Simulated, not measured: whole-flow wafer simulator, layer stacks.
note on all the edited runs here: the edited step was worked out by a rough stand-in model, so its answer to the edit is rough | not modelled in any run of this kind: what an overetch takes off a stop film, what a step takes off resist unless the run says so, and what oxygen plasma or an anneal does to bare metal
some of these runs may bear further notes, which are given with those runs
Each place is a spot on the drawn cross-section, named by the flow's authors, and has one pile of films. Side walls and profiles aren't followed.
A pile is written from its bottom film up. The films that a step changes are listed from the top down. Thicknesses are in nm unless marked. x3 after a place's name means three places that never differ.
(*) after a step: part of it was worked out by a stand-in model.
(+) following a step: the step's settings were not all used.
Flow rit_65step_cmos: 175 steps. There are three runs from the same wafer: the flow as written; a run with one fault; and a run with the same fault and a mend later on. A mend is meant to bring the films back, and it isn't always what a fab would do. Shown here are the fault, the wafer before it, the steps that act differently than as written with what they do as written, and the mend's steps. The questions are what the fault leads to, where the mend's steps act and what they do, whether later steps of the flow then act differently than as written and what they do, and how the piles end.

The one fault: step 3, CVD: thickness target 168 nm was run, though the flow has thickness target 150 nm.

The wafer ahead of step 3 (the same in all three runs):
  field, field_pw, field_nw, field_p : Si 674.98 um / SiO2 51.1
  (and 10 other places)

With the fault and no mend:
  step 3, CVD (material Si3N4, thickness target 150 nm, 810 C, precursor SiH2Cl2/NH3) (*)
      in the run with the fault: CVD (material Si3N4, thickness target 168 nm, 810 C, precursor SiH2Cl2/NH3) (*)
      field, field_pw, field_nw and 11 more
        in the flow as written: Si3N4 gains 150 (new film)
        in the run with the fault: Si3N4 gains 168 (new film)
  Steps later in the flow that act otherwise than as written (57 other steps are not shown; they differ only slightly, by no more than 2% or 0.5 nm, whichever is larger):
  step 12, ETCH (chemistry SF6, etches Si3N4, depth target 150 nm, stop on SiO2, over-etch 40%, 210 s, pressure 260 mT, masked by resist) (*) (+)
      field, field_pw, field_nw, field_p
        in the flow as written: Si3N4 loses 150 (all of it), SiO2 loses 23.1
        in the run with the fault: Si3N4 loses 168 (all of it), SiO2 loses 16.2
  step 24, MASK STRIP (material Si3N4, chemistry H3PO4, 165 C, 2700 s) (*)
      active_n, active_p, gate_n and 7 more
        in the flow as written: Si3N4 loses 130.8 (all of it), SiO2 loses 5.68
        in the run with the fault: Si3N4 loses 148.8 (all of it), SiO2 loses 4.99
  When the end is reached, the piles differ only a little from the flow's at the places that both follow, at most by 2% or 0.5 nm, whichever is larger.

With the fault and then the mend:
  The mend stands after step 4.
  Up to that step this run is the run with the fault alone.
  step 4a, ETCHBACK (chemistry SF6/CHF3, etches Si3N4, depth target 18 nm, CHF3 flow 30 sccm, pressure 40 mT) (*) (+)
      field, field_pw, field_nw and 11 more
        Si3N4 loses 18
  Later steps of the flow that are run all act as written at every place that is followed.
  The piles end the same as the flow's at every place that both follow.
